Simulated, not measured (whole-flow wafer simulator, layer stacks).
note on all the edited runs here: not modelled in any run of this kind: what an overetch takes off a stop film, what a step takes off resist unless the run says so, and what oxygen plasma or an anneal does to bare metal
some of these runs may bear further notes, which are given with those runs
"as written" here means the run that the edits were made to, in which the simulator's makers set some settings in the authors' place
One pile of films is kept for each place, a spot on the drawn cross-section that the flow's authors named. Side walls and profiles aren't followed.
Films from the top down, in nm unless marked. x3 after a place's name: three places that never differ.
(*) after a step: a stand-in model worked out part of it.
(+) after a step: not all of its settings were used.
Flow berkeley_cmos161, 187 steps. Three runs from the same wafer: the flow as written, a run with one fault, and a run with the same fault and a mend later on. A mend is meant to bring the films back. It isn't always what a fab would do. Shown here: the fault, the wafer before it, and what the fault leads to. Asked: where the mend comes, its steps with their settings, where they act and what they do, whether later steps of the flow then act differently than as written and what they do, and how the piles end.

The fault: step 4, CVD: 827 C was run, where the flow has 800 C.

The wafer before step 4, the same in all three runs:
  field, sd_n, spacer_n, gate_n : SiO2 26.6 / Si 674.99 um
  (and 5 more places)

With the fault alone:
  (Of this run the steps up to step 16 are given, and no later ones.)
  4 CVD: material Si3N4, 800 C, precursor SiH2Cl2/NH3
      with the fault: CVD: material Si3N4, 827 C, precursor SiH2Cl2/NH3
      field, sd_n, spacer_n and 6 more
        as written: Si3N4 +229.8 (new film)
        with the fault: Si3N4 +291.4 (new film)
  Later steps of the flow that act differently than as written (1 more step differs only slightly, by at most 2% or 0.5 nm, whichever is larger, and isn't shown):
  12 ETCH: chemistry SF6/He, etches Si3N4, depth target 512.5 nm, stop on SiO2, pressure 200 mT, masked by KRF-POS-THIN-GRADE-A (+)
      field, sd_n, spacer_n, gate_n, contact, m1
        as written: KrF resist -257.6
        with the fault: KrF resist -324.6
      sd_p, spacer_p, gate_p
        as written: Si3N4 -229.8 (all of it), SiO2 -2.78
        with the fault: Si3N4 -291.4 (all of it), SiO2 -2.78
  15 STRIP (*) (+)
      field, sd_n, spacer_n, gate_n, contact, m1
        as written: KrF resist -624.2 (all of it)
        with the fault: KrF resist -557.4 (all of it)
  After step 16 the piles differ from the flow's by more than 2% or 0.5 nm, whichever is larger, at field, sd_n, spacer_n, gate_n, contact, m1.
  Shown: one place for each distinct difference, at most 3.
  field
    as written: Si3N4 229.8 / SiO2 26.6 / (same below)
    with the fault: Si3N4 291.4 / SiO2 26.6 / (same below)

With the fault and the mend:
  The mend comes after step 4.
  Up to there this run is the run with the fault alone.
  4a ETCH: chemistry h3po4, depth target 335.1 nm
      field, sd_n, spacer_n and 6 more
        Si3N4 -291.4 (all of it)
  4b CLEAN: chemistry SC1/SC2 (the flow's step 1 once more)
      changes no film at any place that is followed
  4c CVD: material Si3N4, 800 C, precursor SiH2Cl2/NH3 (the flow's step 4 once more)
      field, sd_n, spacer_n and 6 more
        Si3N4 +229.8 (new film)
  No later step of the flow acts differently than as written at any place that is followed.
  At the end the piles are the same as the flow's at every place that both follow.
